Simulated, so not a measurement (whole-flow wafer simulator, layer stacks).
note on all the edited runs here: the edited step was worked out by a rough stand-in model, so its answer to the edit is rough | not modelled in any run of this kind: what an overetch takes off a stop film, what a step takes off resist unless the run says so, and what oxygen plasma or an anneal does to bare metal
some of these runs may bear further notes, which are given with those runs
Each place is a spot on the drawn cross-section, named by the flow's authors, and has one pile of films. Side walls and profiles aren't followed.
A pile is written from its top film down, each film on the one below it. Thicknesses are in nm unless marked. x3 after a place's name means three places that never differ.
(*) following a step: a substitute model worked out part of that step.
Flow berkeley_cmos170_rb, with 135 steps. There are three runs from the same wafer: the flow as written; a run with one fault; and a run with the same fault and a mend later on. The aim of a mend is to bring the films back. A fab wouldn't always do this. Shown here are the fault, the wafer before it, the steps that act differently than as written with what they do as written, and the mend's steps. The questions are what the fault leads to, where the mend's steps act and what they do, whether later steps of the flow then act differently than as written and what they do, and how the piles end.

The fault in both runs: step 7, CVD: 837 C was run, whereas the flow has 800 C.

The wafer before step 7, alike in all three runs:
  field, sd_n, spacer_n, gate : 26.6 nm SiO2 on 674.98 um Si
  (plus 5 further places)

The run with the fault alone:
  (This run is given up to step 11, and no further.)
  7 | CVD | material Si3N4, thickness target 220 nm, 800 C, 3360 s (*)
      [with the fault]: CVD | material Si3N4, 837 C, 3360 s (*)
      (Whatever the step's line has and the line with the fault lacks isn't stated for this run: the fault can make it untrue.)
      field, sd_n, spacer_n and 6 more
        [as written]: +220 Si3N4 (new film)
        [with the fault]: +334 Si3N4 (new film)
  Every later step of the flow up to step 11 that is run acts as written at every place that is followed.
  The piles after step 11 differ from the flow's at field, sd_n, spacer_n and 6 more by more than 2% or 0.5 nm, whichever is larger.
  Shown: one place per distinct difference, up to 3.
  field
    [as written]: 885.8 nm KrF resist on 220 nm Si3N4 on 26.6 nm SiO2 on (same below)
    [with the fault]: 885.8 nm KrF resist on 334 nm Si3N4 on 26.6 nm SiO2 on (same below)
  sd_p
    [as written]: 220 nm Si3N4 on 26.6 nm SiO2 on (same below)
    [with the fault]: 334 nm Si3N4 on 26.6 nm SiO2 on (same below)

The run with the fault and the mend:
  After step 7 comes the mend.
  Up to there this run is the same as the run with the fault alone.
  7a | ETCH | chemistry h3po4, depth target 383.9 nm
      field, sd_n, spacer_n and 6 more
        -334 Si3N4 (all of it)
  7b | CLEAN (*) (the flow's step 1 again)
      leaves every film unchanged at each place that is followed
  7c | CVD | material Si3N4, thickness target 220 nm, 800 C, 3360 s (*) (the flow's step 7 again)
      field, sd_n, spacer_n and 6 more
        +220 Si3N4 (new film)
  Every later step of the flow that is run acts as written at every place that is followed.
  The piles end the same as the flow's at every place that both follow.
